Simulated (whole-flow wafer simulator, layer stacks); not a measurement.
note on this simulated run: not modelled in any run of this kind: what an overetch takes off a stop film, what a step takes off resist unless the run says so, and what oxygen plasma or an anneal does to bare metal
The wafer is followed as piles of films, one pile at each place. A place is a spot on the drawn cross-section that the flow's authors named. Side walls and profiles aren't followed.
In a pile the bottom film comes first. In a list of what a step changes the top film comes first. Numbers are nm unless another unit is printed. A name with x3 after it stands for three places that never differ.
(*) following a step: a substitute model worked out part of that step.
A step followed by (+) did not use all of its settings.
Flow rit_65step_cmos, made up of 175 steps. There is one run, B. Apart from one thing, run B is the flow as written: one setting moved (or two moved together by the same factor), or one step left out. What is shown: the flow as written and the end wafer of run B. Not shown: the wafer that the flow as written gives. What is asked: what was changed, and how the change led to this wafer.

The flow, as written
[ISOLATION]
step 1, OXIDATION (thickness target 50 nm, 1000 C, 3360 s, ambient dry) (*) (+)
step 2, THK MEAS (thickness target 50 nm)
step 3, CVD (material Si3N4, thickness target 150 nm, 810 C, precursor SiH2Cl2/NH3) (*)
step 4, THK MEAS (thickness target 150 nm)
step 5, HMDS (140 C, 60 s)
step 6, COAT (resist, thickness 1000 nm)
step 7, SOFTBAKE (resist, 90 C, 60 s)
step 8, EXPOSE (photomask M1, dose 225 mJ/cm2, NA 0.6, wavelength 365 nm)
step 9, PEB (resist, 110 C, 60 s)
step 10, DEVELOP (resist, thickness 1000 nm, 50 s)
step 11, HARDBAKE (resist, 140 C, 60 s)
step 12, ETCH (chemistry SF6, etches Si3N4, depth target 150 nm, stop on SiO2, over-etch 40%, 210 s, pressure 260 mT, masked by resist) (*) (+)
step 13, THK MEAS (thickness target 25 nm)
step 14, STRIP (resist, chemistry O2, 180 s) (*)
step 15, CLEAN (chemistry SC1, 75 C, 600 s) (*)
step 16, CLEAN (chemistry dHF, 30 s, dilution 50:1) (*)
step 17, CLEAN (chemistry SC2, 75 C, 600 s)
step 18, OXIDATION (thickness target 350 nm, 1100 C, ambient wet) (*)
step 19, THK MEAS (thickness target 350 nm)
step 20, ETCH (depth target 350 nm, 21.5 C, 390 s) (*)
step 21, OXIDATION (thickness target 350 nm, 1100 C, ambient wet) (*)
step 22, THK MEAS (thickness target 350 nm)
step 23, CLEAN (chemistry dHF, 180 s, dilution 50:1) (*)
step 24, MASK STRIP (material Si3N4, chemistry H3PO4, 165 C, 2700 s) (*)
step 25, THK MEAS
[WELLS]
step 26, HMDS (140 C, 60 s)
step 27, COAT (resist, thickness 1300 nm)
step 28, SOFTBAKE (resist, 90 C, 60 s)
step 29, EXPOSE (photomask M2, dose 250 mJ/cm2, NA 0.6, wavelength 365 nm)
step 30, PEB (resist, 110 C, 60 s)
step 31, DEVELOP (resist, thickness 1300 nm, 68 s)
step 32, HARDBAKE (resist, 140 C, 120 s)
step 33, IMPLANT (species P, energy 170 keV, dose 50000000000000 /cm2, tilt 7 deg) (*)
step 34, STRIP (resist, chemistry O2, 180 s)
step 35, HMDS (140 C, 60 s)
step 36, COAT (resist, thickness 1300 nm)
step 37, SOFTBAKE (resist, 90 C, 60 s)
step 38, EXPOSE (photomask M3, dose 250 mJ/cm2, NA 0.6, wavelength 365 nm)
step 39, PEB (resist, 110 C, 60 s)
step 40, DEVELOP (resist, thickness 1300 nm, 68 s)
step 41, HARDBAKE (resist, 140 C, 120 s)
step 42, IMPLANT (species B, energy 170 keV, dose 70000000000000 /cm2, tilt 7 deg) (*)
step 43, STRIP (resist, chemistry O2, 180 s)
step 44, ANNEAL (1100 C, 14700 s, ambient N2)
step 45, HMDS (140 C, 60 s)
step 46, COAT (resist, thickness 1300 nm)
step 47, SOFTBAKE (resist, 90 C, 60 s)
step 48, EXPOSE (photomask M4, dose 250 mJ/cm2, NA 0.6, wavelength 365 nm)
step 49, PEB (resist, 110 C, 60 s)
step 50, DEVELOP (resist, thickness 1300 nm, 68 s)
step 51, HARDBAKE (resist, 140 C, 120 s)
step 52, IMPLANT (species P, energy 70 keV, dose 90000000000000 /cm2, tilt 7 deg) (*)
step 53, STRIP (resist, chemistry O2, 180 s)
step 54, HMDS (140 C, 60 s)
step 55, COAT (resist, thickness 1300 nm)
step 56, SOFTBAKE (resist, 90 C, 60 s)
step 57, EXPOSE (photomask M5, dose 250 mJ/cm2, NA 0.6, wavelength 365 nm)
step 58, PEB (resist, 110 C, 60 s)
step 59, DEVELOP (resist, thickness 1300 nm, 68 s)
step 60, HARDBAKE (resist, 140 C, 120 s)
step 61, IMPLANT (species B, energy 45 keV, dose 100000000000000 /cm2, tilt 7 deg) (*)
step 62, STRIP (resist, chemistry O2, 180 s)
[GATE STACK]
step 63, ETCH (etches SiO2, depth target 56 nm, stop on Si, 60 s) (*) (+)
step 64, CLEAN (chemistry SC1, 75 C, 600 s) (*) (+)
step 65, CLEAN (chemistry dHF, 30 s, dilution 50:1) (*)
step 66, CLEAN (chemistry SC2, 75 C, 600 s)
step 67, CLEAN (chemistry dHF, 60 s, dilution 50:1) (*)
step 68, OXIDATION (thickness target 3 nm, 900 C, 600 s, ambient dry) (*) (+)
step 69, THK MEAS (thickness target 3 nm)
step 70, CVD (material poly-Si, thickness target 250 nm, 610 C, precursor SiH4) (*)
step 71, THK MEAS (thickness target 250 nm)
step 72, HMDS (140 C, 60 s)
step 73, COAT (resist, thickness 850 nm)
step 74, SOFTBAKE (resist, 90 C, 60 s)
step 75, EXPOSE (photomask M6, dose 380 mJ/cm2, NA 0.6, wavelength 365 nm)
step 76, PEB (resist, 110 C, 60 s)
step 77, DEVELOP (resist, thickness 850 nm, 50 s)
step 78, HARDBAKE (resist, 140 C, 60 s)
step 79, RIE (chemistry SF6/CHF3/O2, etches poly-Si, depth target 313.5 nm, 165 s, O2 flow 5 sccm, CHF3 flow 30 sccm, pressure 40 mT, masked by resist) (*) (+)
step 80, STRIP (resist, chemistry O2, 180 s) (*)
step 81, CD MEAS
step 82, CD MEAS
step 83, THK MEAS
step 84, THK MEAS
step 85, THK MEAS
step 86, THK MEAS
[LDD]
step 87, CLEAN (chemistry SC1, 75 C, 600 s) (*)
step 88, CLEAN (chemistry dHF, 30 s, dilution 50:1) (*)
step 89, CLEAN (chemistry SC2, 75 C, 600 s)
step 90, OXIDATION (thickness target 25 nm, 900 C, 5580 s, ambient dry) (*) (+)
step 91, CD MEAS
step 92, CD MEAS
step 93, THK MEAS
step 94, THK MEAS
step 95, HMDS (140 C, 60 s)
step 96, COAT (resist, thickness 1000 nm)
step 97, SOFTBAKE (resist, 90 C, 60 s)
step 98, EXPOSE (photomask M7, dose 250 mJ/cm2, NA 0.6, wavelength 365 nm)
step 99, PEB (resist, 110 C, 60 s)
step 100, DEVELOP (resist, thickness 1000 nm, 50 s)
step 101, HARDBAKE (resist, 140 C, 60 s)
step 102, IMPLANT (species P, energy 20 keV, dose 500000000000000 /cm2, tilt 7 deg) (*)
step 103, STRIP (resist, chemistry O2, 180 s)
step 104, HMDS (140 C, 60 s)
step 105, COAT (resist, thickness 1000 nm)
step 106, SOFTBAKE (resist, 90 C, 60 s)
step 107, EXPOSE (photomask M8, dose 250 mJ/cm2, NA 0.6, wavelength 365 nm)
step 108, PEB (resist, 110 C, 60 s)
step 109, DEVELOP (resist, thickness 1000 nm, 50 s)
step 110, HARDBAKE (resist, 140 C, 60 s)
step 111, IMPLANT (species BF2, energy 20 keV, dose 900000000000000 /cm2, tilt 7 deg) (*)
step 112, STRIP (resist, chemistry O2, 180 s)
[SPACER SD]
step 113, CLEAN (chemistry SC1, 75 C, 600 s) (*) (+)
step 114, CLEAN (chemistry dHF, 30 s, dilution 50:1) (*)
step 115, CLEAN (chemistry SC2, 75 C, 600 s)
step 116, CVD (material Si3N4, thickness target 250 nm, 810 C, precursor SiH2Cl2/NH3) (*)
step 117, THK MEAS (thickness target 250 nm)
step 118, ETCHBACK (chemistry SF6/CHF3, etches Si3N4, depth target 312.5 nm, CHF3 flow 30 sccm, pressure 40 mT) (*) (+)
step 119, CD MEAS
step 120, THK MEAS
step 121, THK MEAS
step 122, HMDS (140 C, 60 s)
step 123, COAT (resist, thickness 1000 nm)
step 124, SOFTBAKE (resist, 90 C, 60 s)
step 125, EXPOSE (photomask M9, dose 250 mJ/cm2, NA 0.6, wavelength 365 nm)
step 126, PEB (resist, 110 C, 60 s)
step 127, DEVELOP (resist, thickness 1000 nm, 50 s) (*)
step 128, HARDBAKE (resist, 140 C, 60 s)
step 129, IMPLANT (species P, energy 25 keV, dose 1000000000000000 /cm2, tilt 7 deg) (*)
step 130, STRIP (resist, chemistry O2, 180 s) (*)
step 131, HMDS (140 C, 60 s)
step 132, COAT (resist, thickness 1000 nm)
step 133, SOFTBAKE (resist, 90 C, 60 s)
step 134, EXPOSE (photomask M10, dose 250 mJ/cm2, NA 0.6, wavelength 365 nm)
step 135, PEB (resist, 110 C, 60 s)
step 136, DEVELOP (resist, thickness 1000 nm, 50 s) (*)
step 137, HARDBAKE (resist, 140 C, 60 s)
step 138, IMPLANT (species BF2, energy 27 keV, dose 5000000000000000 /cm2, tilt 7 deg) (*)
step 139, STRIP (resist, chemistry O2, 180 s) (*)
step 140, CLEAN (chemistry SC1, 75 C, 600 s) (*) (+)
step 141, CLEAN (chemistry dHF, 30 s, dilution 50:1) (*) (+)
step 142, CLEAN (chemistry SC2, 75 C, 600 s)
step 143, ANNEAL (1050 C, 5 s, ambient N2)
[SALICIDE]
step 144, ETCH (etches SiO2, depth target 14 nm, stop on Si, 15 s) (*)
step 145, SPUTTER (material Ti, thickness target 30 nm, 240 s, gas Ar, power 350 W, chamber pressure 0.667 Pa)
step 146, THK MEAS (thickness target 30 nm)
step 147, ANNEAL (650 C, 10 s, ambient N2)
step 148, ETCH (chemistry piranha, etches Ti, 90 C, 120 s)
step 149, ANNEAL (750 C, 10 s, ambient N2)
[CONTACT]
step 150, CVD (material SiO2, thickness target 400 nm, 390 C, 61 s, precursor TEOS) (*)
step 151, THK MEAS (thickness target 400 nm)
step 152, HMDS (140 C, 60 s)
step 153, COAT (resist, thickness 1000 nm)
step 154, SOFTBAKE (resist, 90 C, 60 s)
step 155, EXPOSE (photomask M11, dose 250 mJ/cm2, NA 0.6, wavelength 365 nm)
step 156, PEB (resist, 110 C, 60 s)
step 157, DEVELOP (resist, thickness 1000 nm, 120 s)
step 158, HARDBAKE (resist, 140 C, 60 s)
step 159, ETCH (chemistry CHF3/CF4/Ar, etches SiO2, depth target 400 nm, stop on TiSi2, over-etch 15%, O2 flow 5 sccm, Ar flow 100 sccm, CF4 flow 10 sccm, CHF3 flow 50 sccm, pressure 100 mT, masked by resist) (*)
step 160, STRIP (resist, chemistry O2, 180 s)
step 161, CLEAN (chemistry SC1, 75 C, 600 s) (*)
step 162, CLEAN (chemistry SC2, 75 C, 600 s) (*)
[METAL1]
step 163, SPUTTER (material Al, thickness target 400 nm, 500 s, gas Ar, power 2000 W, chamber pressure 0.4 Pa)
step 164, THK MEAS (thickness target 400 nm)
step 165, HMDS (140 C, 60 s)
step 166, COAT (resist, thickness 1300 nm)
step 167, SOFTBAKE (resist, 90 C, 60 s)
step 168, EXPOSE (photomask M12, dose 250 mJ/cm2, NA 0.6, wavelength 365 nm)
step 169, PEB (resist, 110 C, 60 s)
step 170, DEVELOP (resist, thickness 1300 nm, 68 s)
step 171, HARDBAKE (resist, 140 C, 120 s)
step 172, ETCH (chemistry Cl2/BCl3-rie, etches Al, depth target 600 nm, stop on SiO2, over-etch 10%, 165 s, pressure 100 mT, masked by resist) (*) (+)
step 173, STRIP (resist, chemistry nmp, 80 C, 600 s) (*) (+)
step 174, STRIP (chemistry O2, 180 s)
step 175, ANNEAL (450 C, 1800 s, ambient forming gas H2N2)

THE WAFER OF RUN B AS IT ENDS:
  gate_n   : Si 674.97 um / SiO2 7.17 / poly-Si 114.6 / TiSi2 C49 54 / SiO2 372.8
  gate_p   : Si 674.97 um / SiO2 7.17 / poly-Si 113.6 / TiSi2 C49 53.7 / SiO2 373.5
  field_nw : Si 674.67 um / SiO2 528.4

The reason: step 149, ANNEAL: 675 C was run, though the flow has 750 C.

How this came from the change, step by step:
  step 149, ANNEAL (750 C, 10 s, ambient N2)
      gate_n: -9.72 TiSi first (all of it), +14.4 TiSi2 C49, -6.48 poly-Si (in the flow as written it would be: +50.8 TiSi2 (new film), -9.72 TiSi first (all of it), -39.5 TiSi2 C49 (all of it), -6.48 poly-Si)
      gate_p: -9.46 TiSi first (all of it), +14.1 TiSi2 C49, -6.31 poly-Si (in the flow as written it would be: +50.6 TiSi2 (new film), -9.46 TiSi first (all of it), -39.6 TiSi2 C49 (all of it), -6.31 poly-Si)
